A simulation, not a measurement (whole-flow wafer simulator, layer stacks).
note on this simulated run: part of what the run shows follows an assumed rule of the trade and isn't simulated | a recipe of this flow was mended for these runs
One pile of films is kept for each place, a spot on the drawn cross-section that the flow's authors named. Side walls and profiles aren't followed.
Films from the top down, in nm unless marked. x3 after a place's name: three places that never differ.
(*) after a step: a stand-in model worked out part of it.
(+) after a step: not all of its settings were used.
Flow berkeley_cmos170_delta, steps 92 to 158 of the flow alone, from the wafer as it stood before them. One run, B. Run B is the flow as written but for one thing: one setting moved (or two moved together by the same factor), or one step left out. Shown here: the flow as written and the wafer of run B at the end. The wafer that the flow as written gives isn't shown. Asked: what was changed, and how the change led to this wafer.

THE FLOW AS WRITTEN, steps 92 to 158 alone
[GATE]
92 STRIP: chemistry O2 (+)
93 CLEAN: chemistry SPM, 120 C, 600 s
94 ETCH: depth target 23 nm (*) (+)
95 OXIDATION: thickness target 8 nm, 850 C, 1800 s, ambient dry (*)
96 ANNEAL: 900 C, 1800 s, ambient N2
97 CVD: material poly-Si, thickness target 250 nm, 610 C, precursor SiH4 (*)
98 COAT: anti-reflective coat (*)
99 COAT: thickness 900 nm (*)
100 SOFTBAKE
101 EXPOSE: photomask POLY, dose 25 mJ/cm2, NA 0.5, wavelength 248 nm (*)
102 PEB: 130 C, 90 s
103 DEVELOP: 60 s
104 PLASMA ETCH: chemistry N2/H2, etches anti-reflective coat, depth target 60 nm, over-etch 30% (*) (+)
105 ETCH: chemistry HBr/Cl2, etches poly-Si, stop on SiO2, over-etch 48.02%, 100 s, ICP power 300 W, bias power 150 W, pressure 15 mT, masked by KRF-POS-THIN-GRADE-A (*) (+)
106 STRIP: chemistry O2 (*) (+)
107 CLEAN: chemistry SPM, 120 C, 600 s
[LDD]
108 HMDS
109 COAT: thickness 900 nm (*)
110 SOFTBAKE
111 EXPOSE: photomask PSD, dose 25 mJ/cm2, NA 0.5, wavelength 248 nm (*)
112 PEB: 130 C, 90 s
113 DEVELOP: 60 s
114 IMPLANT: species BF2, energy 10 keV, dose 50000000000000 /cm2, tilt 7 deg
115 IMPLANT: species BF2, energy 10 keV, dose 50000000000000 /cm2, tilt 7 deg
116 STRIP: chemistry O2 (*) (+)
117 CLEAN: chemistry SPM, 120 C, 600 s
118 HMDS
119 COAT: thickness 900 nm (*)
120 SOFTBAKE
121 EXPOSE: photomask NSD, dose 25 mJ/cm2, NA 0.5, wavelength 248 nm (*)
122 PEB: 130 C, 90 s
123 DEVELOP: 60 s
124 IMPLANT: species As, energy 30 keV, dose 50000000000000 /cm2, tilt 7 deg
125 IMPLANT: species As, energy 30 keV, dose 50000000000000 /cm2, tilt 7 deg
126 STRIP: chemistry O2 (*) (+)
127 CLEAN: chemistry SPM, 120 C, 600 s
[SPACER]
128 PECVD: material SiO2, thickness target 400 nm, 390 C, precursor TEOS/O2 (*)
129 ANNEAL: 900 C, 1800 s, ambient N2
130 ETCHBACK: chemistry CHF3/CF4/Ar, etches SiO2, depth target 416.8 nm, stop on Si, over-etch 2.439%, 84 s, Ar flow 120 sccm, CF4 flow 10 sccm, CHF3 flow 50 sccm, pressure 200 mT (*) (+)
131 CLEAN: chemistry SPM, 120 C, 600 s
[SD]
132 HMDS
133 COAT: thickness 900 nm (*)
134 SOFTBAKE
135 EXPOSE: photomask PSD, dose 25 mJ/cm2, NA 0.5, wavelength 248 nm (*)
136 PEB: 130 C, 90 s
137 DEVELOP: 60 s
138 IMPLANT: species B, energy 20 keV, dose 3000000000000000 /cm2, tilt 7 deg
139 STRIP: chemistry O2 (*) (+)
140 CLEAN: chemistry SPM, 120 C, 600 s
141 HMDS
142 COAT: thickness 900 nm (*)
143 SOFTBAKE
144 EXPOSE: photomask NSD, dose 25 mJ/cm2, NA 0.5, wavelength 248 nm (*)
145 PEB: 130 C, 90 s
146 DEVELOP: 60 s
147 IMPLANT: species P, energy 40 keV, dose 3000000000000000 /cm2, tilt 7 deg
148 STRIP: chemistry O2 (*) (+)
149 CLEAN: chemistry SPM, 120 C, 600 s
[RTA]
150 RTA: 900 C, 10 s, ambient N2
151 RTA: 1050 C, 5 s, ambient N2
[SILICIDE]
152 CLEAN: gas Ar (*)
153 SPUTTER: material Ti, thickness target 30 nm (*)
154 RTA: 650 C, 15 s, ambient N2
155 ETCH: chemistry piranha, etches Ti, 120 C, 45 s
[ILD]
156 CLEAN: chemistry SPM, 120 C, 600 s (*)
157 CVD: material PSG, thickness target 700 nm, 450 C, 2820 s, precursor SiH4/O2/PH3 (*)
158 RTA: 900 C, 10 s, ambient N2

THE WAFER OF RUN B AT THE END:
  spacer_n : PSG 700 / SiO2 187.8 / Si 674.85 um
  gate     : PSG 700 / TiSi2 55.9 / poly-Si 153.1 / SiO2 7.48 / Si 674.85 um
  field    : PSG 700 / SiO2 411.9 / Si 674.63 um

The cause: step 97, CVD: thickness target 212 nm was run, where the flow has thickness target 250 nm.

How the change led to this, step by step:
  97 CVD: material poly-Si, thickness target 250 nm, 610 C, precursor SiH4 (*)
      field, sd_n, spacer_n and 6 more: poly-Si +212 (new film) (as written it would be: poly-Si +250 (new film))
  98 COAT: anti-reflective coat (*)
      field: anti-reflective coat +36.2 (new film) (as written it would be: anti-reflective coat +35.2 (new film))
      contact: anti-reflective coat +53.4 (new film) (as written it would be: anti-reflective coat +51.9 (new film))
  104 PLASMA ETCH: chemistry N2/H2, etches anti-reflective coat, depth target 60 nm, over-etch 30% (*) (+)
      field: anti-reflective coat -36.2 (all of it), poly-Si -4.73 (as written it would be: anti-reflective coat -35.2 (all of it), poly-Si -4.65)
      contact: anti-reflective coat -53.4 (all of it), poly-Si -4.28 (as written it would be: anti-reflective coat -51.9 (all of it), poly-Si -4.22)
  105 ETCH: chemistry HBr/Cl2, etches poly-Si, stop on SiO2, over-etch 48.02%, 100 s, ICP power 300 W, bias power 150 W, pressure 15 mT, masked by KRF-POS-THIN-GRADE-A (*) (+)
      field: poly-Si -207.3 (all of it), SiO2 -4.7 (as written it would be: poly-Si -245.4 (all of it), SiO2 -1.77)
      sd_n: poly-Si -210.7 (all of it), SiO2 -4.44 (as written it would be: poly-Si -248.7 (all of it), SiO2 -1.52)
      (and at 5 more places)
  109 COAT: thickness 900 nm (*)
      gate: KrF-resist +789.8 (new film) (as written it would be: KrF-resist +758.7 (new film))
      gate_p: KrF-resist +784.6 (new film) (as written it would be: KrF-resist +754.5 (new film))
  113 DEVELOP: 60 s
      gate_p: KrF-resist -782.9 (all of it) (as written it would be: KrF-resist -752.9 (all of it))
  116 STRIP: chemistry O2 (*) (+)
      gate: KrF-resist -773.2 (all of it), chemical SiO2 +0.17 (as written it would be: KrF-resist -742.2 (all of it), chemical SiO2 +0.17)
  119 COAT: thickness 900 nm (*)
      gate: KrF-resist +789 (new film) (as written it would be: KrF-resist +758 (new film))
      gate_p: KrF-resist +783.8 (new film) (as written it would be: KrF-resist +753.6 (new film))
  123 DEVELOP: 60 s
      gate: KrF-resist -787.2 (all of it) (as written it would be: KrF-resist -756.3 (all of it))
  126 STRIP: chemistry O2 (*) (+)
      gate_p: KrF-resist -767.2 (all of it), chemical SiO2 +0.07 (as written it would be: KrF-resist -737.1 (all of it), chemical SiO2 +0.07)
  130 ETCHBACK: chemistry CHF3/CF4/Ar, etches SiO2, depth target 416.8 nm, stop on Si, over-etch 2.439%, 84 s, Ar flow 120 sccm, CF4 flow 10 sccm, CHF3 flow 50 sccm, pressure 200 mT (*) (+)
      spacer_n: SiO2 -192.4 (as written it would be: SiO2 -158.2)
      spacer_p: SiO2 -193.4 (as written it would be: SiO2 -158.2)
  133 COAT: thickness 900 nm (*)
      spacer_n: KrF-resist +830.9 (new film) (as written it would be: KrF-resist +801.4 (new film))
      gate: KrF-resist +809.5 (new film) (as written it would be: KrF-resist +780.9 (new film))
      (and at 2 more places)
  137 DEVELOP: 60 s
      spacer_p: KrF-resist -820 (all of it) (as written it would be: KrF-resist -792.3 (all of it))
      gate_p: KrF-resist -798.6 (all of it) (as written it would be: KrF-resist -771.7 (all of it))
  139 STRIP: chemistry O2 (*) (+)
      spacer_n: KrF-resist -814.1 (all of it) (as written it would be: KrF-resist -784.8 (all of it))
      gate: KrF-resist -792.8 (all of it), chemical SiO2 +0.17, poly-Si -0.08 (as written it would be: KrF-resist -764.3 (all of it), chemical SiO2 +0.17, poly-Si -0.08)
  142 COAT: thickness 900 nm (*)
      spacer_n: KrF-resist +830.9 (new film) (as written it would be: KrF-resist +801.5 (new film))
      gate: KrF-resist +809.4 (new film) (as written it would be: KrF-resist +780.9 (new film))
      (and at 2 more places)
  146 DEVELOP: 60 s
      spacer_n: KrF-resist -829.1 (all of it) (as written it would be: KrF-resist -799.8 (all of it))
      gate: KrF-resist -807.7 (all of it) (as written it would be: KrF-resist -779.2 (all of it))
  148 STRIP: chemistry O2 (*) (+)
      spacer_p: KrF-resist -805.1 (all of it) (as written it would be: KrF-resist -777.5 (all of it))
      gate_p: KrF-resist -783.6 (all of it), chemical SiO2 +0.07 (as written it would be: KrF-resist -756.6 (all of it), chemical SiO2 +0.07)
